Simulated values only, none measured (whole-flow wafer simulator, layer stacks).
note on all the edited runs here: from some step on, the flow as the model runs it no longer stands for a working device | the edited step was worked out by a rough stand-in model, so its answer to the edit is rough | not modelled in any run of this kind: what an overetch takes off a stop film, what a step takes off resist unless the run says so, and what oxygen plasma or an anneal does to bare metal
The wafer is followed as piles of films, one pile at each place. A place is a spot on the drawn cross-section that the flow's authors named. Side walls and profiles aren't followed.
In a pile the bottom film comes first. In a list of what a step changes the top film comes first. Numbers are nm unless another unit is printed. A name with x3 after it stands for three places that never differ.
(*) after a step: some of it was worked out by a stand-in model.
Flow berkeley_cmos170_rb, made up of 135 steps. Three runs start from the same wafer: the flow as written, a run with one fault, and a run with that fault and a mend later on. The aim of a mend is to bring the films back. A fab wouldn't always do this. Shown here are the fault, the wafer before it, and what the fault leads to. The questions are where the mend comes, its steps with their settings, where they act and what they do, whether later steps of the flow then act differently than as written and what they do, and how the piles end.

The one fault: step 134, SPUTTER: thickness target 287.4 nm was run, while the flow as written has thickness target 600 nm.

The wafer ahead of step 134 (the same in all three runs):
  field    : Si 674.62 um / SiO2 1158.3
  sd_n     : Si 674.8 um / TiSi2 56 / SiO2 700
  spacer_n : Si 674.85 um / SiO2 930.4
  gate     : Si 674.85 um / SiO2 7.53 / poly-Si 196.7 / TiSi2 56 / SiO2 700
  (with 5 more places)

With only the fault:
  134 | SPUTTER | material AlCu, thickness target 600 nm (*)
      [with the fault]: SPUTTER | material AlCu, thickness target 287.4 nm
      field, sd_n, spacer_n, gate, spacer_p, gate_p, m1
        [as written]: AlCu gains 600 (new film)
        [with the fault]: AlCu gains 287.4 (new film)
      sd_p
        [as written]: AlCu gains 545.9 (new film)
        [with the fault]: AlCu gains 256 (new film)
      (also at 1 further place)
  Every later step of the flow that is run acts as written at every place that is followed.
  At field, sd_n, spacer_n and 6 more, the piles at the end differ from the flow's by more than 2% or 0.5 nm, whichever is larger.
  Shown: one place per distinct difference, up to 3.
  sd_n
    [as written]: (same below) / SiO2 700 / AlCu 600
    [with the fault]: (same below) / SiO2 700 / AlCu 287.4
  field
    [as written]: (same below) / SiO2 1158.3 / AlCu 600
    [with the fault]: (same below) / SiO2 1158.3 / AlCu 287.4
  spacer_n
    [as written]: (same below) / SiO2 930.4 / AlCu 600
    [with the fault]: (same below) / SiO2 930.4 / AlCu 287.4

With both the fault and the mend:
  The mend stands after step 134.
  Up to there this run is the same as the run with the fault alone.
  134a | ETCH | chemistry al pan, depth target 330.3 nm
      field, sd_n, spacer_n, gate, spacer_p, gate_p, m1
        AlCu loses 287.4 (all of it)
      sd_p
        AlCu loses 256 (all of it)
      contact
        AlCu loses 203.3 (all of it)
  134b | SPUTTER | material AlCu, thickness target 600 nm (*) (the flow's step 134, run once more)
      field, sd_n, spacer_n, gate, spacer_p, gate_p, m1
        AlCu gains 600 (new film)
      sd_p
        AlCu gains 545.9 (new film)
      contact
        AlCu gains 415.1 (new film)
  Every later step of the flow that is run acts as written at every place that is followed.
  At every place that both follow, the piles at the end match the flow's.
